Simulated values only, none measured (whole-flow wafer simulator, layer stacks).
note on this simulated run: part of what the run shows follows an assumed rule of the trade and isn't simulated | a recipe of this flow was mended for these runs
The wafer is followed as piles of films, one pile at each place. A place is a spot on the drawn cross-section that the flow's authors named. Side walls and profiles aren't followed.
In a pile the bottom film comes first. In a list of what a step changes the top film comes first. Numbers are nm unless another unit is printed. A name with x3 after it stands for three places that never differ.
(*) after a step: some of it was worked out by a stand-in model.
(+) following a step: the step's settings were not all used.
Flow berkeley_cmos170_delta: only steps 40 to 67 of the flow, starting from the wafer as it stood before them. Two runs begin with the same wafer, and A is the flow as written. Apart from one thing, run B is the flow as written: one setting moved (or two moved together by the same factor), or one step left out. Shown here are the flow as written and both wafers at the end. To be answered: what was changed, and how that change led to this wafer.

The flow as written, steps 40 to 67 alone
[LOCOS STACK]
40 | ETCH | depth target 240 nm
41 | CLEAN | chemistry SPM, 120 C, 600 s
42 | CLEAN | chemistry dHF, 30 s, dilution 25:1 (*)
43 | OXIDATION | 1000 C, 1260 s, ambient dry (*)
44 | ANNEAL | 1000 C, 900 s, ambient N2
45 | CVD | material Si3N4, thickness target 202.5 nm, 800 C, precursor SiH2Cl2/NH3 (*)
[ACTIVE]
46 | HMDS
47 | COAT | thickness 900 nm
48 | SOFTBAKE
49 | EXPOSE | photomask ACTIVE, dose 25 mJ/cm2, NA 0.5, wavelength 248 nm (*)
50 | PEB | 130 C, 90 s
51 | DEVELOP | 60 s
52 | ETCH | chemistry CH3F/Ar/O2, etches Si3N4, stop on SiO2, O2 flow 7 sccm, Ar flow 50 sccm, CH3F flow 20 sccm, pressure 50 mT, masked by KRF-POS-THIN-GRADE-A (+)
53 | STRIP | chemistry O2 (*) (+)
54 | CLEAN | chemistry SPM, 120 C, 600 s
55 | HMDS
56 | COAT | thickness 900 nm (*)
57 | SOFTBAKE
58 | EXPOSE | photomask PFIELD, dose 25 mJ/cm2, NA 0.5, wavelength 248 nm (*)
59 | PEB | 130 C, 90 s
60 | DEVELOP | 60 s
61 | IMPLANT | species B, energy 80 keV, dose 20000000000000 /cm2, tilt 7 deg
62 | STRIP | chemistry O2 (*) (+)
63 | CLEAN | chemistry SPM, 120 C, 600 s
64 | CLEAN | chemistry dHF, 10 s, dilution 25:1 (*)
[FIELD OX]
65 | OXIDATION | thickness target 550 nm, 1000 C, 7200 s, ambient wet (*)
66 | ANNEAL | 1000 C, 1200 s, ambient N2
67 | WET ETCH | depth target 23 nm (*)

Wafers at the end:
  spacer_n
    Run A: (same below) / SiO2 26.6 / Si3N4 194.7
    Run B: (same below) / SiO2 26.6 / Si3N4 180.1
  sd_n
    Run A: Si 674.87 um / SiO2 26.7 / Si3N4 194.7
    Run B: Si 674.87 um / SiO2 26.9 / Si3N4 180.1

What caused this: step 45, CVD: thickness target 187.9 nm was run, while the flow as written has thickness target 202.5 nm.

The path from the change to this, step by step:
  45 | CVD | material Si3N4, thickness target 202.5 nm, 800 C, precursor SiH2Cl2/NH3 (*)
      field, sd_n, spacer_n and 6 more: A +202.5 Si3N4 (new film) | B +187.9 Si3N4 (new film)
  52 | ETCH | chemistry CH3F/Ar/O2, etches Si3N4, stop on SiO2, O2 flow 7 sccm, Ar flow 50 sccm, CH3F flow 20 sccm, pressure 50 mT, masked by KRF-POS-THIN-GRADE-A (+)
      sd_n, spacer_n, gate, sd_p, spacer_p, gate_p, contact, m1: A -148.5 KrF-resist | B -138.8 KrF-resist
      field: A -202.5 Si3N4 (all of it), -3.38 SiO2 | B -187.9 Si3N4 (all of it), -3.38 SiO2
